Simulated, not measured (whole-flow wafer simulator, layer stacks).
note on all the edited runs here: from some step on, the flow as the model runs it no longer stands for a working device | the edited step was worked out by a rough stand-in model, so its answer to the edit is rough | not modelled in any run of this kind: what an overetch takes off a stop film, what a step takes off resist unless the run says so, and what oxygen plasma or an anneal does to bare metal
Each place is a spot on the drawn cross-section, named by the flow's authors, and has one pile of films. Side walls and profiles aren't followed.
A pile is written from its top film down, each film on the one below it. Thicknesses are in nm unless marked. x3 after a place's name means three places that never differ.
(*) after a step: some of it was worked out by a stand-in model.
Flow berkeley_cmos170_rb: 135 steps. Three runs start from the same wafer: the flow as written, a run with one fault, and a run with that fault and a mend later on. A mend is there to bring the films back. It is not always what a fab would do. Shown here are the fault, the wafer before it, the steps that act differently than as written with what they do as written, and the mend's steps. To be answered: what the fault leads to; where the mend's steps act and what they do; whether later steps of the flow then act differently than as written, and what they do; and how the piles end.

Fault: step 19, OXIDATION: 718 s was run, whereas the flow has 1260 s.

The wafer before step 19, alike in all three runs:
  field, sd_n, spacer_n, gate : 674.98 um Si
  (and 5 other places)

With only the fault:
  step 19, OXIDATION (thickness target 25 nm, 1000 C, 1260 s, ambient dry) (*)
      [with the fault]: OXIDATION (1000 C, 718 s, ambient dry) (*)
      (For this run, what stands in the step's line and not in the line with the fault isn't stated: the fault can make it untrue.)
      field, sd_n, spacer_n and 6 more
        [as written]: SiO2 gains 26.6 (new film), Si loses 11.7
        [with the fault]: SiO2 gains 19.7 (new film), Si loses 8.67
  Later steps of the flow acting differently than as written:
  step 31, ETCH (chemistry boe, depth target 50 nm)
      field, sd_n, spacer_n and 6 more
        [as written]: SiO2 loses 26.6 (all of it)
        [with the fault]: SiO2 loses 19.7 (all of it)
  When the end is reached, the piles differ only a little from the flow's at the places that both follow, at most by 2% or 0.5 nm, whichever is larger.

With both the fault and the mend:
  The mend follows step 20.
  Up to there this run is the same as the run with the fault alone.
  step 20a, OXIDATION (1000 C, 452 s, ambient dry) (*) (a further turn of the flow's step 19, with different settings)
      field, sd_n, spacer_n and 6 more
        SiO2 gains 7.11, Si loses 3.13
  None of the later steps of the flow differs from how it acts as written, at any place that is followed, by more than 2% or 0.5 nm, whichever is larger.
  When the end is reached, the piles differ only a little from the flow's at the places that both follow, at most by 2% or 0.5 nm, whichever is larger.
